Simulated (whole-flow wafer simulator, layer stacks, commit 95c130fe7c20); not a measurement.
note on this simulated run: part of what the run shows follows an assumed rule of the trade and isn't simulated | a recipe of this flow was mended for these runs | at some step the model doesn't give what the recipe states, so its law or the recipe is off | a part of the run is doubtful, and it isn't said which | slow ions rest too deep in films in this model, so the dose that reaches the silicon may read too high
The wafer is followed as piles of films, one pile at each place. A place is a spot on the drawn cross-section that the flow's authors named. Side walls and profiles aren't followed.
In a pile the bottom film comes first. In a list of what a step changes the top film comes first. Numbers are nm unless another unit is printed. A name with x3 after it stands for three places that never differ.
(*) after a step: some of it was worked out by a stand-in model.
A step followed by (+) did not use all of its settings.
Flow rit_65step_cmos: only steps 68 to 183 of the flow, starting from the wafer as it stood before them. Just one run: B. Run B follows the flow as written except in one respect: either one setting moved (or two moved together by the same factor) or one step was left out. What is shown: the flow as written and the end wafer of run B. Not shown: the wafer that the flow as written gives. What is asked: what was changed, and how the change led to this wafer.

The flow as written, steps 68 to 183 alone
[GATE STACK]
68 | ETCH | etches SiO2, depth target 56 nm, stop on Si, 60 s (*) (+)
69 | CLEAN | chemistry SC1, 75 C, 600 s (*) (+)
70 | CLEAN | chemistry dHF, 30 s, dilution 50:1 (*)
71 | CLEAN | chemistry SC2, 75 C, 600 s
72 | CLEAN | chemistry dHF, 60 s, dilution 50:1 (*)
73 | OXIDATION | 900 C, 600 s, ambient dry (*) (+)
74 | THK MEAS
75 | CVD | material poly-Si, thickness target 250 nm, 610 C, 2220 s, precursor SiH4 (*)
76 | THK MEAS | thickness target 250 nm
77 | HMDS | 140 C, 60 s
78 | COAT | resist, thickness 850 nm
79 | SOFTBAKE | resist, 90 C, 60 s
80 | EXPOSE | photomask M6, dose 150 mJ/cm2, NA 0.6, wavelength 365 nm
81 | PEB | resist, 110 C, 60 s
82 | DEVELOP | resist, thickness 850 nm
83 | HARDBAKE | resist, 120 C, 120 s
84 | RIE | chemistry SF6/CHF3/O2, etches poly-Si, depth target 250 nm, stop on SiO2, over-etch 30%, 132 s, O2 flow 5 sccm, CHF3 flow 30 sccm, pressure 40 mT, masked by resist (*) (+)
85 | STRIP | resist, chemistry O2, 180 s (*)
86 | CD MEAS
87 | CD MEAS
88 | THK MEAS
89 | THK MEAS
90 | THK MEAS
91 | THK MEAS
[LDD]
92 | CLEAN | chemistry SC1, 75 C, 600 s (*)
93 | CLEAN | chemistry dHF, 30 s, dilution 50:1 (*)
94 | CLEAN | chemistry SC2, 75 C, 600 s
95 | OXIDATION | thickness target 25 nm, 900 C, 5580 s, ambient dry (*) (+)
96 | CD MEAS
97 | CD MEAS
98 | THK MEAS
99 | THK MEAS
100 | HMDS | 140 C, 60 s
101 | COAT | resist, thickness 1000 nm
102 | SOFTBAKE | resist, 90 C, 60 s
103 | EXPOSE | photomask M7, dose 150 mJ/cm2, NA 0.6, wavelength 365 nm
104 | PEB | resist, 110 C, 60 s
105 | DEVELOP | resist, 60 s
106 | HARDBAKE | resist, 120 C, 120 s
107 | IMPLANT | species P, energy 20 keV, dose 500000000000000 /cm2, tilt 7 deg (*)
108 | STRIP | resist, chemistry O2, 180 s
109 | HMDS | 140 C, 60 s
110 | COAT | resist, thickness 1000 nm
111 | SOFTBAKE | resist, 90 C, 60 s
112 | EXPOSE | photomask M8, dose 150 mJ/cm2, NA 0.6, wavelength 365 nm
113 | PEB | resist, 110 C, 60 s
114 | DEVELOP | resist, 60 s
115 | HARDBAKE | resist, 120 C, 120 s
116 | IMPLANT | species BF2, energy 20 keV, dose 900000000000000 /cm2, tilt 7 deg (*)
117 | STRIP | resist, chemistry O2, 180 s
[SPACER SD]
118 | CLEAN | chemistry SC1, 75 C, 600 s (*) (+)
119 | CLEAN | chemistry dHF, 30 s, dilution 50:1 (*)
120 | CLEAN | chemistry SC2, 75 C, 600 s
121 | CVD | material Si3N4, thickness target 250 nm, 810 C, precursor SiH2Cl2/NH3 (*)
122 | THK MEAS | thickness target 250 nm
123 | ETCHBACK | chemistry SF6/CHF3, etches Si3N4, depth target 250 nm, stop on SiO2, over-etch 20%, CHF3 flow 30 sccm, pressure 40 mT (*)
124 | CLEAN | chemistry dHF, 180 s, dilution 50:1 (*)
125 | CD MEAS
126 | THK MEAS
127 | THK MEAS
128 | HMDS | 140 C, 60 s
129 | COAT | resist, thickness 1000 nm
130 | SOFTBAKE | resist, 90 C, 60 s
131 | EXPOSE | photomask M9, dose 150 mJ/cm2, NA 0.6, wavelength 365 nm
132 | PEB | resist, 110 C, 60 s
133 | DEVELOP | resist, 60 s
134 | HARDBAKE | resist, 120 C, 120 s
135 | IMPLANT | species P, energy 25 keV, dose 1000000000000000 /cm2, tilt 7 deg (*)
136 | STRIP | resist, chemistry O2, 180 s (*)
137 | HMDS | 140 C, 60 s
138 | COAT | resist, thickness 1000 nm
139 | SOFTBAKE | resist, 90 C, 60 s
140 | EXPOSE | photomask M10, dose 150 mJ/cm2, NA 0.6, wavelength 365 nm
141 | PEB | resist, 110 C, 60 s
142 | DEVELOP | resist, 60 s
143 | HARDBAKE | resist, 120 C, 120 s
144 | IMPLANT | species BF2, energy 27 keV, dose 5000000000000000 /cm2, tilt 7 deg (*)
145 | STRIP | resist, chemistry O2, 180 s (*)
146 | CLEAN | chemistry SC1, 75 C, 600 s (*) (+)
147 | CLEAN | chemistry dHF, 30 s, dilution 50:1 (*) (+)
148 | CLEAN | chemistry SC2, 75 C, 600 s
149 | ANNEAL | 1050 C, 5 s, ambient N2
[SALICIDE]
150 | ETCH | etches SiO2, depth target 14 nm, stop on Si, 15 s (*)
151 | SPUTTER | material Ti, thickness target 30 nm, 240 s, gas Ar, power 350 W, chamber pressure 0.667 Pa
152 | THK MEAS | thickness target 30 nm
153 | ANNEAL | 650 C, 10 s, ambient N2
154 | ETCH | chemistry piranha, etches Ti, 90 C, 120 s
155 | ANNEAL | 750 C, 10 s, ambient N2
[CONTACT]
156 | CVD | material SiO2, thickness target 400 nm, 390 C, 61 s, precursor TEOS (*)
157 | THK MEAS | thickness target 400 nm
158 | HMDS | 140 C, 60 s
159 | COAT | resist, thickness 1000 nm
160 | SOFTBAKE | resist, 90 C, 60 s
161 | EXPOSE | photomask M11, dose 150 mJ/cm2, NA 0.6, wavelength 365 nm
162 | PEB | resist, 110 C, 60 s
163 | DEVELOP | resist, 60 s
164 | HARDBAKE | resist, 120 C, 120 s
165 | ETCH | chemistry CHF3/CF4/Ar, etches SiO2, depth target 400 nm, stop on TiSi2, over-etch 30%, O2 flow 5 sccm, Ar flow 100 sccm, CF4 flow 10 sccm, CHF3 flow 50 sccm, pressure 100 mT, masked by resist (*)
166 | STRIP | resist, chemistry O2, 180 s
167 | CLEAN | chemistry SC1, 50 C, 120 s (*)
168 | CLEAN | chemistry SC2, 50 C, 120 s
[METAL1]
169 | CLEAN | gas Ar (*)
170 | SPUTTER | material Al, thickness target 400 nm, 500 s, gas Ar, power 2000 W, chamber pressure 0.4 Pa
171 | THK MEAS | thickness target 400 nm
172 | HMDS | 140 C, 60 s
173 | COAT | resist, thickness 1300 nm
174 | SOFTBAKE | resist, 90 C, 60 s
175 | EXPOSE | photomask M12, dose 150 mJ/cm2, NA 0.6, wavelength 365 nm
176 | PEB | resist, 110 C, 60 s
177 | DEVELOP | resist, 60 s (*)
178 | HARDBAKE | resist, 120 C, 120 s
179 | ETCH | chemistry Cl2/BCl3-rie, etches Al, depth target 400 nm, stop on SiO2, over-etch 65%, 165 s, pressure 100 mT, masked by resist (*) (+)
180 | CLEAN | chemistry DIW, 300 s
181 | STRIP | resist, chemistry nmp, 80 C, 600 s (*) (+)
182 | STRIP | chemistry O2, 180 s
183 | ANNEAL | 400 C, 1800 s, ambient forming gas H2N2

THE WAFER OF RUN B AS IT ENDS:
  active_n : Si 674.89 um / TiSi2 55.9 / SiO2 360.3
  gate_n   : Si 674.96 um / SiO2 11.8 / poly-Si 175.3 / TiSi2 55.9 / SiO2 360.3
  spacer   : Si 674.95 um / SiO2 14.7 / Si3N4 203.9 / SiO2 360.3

Cause: step 73, OXIDATION: 1500 s was run, whereas the flow has 600 s.

The path from the change to this, step by step:
  73 | OXIDATION | 900 C, 600 s, ambient dry (*) (+)
      active_n, active_p, gate_n and 7 more: SiO2 gains 11.8 (new film), Si loses 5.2 (it would be, as written: SiO2 gains 7.17 (new film), Si loses 3.16)
  93 | CLEAN | chemistry dHF, 30 s, dilution 50:1 (*)
      active_n, active_p, spacer, spacer_p, sd_n, sd_p, contact, m1: SiO2 loses 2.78 (it would be, as written: SiO2 loses 2.36 (all of it))
  95 | OXIDATION | thickness target 25 nm, 900 C, 5580 s, ambient dry (*) (+)
      active_n, active_p, spacer, spacer_p, sd_n, sd_p, contact, m1: SiO2 gains 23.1, Si loses 10.1 (it would be, as written: SiO2 gains 26.5 (new film), chemical SiO2 loses 0.4 (all of it), Si loses 11.5)
  123 | ETCHBACK | chemistry SF6/CHF3, etches Si3N4, depth target 250 nm, stop on SiO2, over-etch 20%, CHF3 flow 30 sccm, pressure 40 mT (*)
      spacer, spacer_p: Si3N4 loses 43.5 (it would be, as written: Si3N4 loses 45.9)
  124 | CLEAN | chemistry dHF, 180 s, dilution 50:1 (*)
      active_n, sd_n, contact, m1: SiO2 loses 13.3 (all of it) (it would be, as written: SiO2 loses 12.5 (all of it))
      active_p, sd_p: SiO2 loses 12.8 (all of it) (it would be, as written: SiO2 loses 12 (all of it))
